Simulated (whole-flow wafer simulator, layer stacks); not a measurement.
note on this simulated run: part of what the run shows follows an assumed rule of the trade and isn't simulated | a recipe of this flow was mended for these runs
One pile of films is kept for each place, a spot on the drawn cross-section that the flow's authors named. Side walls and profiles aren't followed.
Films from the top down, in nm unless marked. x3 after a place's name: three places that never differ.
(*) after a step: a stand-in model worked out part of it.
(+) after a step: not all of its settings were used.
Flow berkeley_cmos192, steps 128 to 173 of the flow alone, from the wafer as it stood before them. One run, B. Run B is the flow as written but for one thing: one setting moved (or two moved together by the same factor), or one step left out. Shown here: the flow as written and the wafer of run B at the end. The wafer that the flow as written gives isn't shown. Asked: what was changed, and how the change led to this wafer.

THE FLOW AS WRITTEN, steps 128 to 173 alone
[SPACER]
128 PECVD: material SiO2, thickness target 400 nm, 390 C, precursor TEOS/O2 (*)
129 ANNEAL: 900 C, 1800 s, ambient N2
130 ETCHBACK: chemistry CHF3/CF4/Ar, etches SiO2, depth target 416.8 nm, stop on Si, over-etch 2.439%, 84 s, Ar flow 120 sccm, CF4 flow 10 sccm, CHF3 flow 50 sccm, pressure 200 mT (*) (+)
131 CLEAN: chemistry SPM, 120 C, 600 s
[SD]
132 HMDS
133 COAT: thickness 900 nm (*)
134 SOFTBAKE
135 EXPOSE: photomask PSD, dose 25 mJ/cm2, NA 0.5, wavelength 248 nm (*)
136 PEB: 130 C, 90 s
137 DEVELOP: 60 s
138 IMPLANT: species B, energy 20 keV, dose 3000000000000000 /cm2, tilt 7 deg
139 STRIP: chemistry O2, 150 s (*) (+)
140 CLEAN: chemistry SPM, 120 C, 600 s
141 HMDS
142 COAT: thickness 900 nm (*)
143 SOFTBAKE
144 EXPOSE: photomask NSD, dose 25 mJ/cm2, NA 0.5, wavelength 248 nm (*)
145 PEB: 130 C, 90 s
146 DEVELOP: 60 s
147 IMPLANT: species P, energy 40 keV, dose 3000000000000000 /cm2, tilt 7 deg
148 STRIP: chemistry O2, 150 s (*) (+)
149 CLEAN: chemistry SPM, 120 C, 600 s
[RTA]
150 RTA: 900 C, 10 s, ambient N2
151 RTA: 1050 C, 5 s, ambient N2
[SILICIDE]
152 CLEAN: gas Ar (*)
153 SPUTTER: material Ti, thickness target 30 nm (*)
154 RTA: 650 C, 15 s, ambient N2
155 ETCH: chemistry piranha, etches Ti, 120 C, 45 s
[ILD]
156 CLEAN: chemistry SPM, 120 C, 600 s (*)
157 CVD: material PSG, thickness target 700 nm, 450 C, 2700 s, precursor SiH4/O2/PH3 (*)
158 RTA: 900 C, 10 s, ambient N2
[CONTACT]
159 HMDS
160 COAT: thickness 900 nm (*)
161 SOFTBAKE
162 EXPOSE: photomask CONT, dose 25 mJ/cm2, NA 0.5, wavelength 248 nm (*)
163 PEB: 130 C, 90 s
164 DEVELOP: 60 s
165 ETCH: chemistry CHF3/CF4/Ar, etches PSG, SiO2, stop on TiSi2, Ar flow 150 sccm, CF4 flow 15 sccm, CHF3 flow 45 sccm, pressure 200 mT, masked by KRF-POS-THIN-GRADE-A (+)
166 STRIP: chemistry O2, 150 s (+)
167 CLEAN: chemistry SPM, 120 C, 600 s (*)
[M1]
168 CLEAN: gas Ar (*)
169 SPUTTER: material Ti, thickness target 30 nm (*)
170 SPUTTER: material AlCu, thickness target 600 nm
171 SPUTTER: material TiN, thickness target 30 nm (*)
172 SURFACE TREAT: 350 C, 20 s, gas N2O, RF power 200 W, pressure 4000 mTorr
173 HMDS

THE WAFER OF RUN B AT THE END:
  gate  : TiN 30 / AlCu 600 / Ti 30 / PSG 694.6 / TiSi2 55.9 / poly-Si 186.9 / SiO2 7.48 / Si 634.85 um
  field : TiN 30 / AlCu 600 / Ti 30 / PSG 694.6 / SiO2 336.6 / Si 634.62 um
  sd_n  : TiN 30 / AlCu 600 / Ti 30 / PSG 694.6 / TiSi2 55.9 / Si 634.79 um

The cause: step 128, PECVD: thickness target 355 nm was run, where the flow has thickness target 400 nm.

How the change led to this, step by step:
  128 PECVD: material SiO2, thickness target 400 nm, 390 C, precursor TEOS/O2 (*)
      field, sd_n, contact, m1: SiO2 +355 (as written it would be: SiO2 +400)
      spacer_n, sd_p, spacer_p: SiO2 +343.2 (as written it would be: SiO2 +386.5)
      (and at 2 more places)
  130 ETCHBACK: chemistry CHF3/CF4/Ar, etches SiO2, depth target 416.8 nm, stop on Si, over-etch 2.439%, 84 s, Ar flow 120 sccm, CF4 flow 10 sccm, CHF3 flow 50 sccm, pressure 200 mT (*) (+)
      gate, gate_p: SiO2 -355 (all of it), chemical SiO2 -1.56 (all of it), poly-Si -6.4 (as written it would be: SiO2 -400 (all of it), chemical SiO2 -1.56 (all of it), poly-Si -2.31)
      sd_n: SiO2 -361 (all of it), Si -6.4 (as written it would be: SiO2 -406 (all of it), Si -2.31)
      (and at 3 more places)
  133 COAT: thickness 900 nm (*)
      sd_n: KrF-resist +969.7 (new film) (as written it would be: KrF-resist +993.2 (new film))
      spacer_n: KrF-resist +805 (new film) (as written it would be: KrF-resist +785.3 (new film))
      (and at 5 more places)
  137 DEVELOP: 60 s
      sd_p: KrF-resist -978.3 (all of it) (as written it would be: KrF-resist -999 (all of it))
      spacer_p: KrF-resist -799.8 (all of it) (as written it would be: KrF-resist -778.4 (all of it))
      (and at 1 more place)
  139 STRIP: chemistry O2, 150 s (*) (+)
      sd_n: KrF-resist -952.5 (all of it), chemical SiO2 +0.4, Si -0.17 (as written it would be: KrF-resist -976 (all of it), chemical SiO2 +0.39, Si -0.17)
      spacer_n: KrF-resist -788.3 (all of it) (as written it would be: KrF-resist -768.7 (all of it))
      (and at 2 more places)
  142 COAT: thickness 900 nm (*)
      sd_n: KrF-resist +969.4 (new film) (as written it would be: KrF-resist +993.1 (new film))
      spacer_n: KrF-resist +804.3 (new film) (as written it would be: KrF-resist +785.4 (new film))
      (and at 5 more places)
  146 DEVELOP: 60 s
      sd_n: KrF-resist -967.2 (all of it) (as written it would be: KrF-resist -990.8 (all of it))
      spacer_n: KrF-resist -802.6 (all of it) (as written it would be: KrF-resist -783.7 (all of it))
      (and at 2 more places)
  148 STRIP: chemistry O2, 150 s (*) (+)
      sd_p: KrF-resist -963 (all of it), chemical SiO2 +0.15, Si -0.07 (as written it would be: KrF-resist -983.9 (all of it), chemical SiO2 +0.15, Si -0.07)
      spacer_p: KrF-resist -784.4 (all of it) (as written it would be: KrF-resist -763.6 (all of it))
      (and at 1 more place)
  153 SPUTTER: material Ti, thickness target 30 nm (*)
      sd_p: Ti +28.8 (new film) (as written it would be: Ti +28.2 (new film))
  154 RTA: 650 C, 15 s, ambient N2
      sd_p: Ti -22.5, TiSi first +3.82 (new film), TiSi2 C49 +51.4 (new film), Si -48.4 (as written it would be: Ti -22, TiSi first +2.72 (new film), TiSi2 C49 +51.9 (new film), Si -48.2)
  158 RTA: 900 C, 10 s, ambient N2
      sd_p: under 1 film: TiSi2 +53.6 (new film), TiSi first -3.72 (all of it), TiSi2 C49 -51.4 (all of it), Si -2.47 (as written it would be: under 1 film: TiSi2 +52.6 (new film), TiSi first -2.61 (all of it), TiSi2 C49 -51.9 (all of it), Si -1.74)
  160 COAT: thickness 900 nm (*)
      sd_n: KrF-resist +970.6 (new film) (as written it would be: KrF-resist +995.6 (new film))
      gate: KrF-resist +776.1 (new film) (as written it would be: KrF-resist +803.9 (new film))
      (and at 4 more places)
  164 DEVELOP: 60 s
      contact: KrF-resist -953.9 (all of it) (as written it would be: KrF-resist -973.5 (all of it))
  166 STRIP: chemistry O2, 150 s (+)
      sd_n: KrF-resist -759.4 (all of it) (as written it would be: KrF-resist -784.4 (all of it))
      gate: KrF-resist -565.4 (all of it) (as written it would be: KrF-resist -593.2 (all of it))
      (and at 4 more places)
  169 SPUTTER: material Ti, thickness target 30 nm (*)
      sd_p: Ti +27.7 (new film) (as written it would be: Ti +26.8 (new film))
  170 SPUTTER: material AlCu, thickness target 600 nm
      sd_p: AlCu +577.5 (new film) (as written it would be: AlCu +557.4 (new film))
  171 SPUTTER: material TiN, thickness target 30 nm (*)
      sd_p: TiN +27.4 (new film) (as written it would be: TiN +26.2 (new film))
